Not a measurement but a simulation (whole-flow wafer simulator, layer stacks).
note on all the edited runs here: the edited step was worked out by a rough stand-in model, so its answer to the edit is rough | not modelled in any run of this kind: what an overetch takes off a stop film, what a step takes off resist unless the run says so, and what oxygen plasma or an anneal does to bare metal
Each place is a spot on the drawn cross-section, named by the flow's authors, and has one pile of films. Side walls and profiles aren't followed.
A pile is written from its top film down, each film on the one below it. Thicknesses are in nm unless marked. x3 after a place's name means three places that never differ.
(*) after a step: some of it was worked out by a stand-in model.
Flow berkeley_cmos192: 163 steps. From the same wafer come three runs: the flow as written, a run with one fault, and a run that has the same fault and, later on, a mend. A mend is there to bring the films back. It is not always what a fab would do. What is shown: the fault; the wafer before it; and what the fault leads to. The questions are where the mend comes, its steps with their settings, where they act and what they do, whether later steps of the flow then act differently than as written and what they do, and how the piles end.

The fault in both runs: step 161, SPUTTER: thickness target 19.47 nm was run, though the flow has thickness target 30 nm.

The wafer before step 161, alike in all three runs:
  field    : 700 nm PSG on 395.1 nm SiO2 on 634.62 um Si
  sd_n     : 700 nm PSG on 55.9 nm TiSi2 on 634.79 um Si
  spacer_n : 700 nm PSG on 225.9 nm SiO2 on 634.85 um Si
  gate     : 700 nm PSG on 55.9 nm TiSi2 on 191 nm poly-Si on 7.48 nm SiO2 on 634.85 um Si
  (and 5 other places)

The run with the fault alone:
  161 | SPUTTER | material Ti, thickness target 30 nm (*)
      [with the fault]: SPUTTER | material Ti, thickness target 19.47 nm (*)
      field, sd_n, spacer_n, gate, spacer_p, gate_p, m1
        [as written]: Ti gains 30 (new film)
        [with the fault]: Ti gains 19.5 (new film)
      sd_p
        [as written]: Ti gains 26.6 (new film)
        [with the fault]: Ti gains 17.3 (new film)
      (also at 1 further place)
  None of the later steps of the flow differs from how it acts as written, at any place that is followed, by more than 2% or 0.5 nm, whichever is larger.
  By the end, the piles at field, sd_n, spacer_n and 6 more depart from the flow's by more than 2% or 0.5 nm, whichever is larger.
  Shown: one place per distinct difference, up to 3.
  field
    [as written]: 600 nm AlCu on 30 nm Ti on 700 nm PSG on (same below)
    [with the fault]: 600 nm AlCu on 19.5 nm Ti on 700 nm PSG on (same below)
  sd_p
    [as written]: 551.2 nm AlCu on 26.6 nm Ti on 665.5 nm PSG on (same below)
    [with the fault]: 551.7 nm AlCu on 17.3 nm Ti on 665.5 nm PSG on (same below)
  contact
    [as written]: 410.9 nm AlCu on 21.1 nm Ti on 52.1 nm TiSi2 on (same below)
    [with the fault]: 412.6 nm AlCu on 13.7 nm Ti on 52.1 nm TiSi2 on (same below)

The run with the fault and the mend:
  The mend follows step 161.
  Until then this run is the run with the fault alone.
  161a | ETCH | chemistry piranha, etches Ti, 120 C, 34 s (the flow's step 148, run once more with other settings)
      field, sd_n, spacer_n, gate, spacer_p, gate_p, m1
        Ti loses 19.5 (all of it)
      sd_p
        Ti loses 17.3 (all of it)
      contact
        Ti loses 13.7 (all of it), TiSi2 loses 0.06
  161b | SPUTTER | material Ti, thickness target 30 nm (*) (the flow's step 161, run once more)
      field, sd_n, spacer_n, gate, spacer_p, gate_p, m1
        Ti gains 30 (new film)
      sd_p
        Ti gains 26.6 (new film)
      contact
        Ti gains 21.1 (new film)
  None of the later steps of the flow acts differently than as written at any place that is followed.
  When the end is reached, the piles differ only a little from the flow's at the places that both follow, at most by 2% or 0.5 nm, whichever is larger.
